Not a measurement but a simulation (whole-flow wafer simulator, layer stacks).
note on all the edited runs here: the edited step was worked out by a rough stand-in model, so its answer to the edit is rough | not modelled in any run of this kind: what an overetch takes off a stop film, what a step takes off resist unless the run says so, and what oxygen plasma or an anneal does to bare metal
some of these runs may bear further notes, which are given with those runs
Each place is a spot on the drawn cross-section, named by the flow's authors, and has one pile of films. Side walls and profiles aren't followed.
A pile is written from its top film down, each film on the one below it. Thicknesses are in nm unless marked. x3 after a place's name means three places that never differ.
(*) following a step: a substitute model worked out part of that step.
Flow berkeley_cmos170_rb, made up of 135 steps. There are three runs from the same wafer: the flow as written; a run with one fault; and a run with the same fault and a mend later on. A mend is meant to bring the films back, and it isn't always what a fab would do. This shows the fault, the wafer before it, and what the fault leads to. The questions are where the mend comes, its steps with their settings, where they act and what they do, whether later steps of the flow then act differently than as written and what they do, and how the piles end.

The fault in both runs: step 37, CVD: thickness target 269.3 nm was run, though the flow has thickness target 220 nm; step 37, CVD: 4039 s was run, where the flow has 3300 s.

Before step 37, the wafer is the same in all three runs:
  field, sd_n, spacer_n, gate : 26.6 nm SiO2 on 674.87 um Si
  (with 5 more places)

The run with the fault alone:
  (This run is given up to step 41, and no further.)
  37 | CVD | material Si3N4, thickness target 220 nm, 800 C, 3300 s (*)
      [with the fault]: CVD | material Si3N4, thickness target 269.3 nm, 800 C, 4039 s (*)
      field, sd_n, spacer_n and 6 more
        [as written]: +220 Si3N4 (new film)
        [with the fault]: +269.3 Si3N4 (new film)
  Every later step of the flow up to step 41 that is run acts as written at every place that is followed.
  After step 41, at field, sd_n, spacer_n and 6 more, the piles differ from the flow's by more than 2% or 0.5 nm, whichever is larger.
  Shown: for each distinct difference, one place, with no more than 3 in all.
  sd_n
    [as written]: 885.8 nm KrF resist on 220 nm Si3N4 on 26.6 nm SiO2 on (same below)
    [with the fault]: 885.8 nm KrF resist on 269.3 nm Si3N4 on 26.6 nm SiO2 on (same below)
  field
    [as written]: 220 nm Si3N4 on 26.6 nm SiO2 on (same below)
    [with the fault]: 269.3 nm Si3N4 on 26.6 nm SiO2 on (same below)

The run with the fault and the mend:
  The mend follows step 37.
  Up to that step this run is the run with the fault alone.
  37a | ETCH | chemistry h3po4, depth target 309.4 nm (the flow's step 30, run once more with other settings)
      field, sd_n, spacer_n and 6 more
        -269.3 Si3N4 (all of it)
  37b | CLEAN (*)
      alters no film at any place that is followed
  37c | CVD | material Si3N4, thickness target 220 nm, 800 C, 3300 s (*) (the flow's step 37, run once more)
      field, sd_n, spacer_n and 6 more
        +220 Si3N4 (new film)
  Every later step of the flow that is run acts as written at every place that is followed.
  By the end, the piles equal the flow's at every place that both follow.
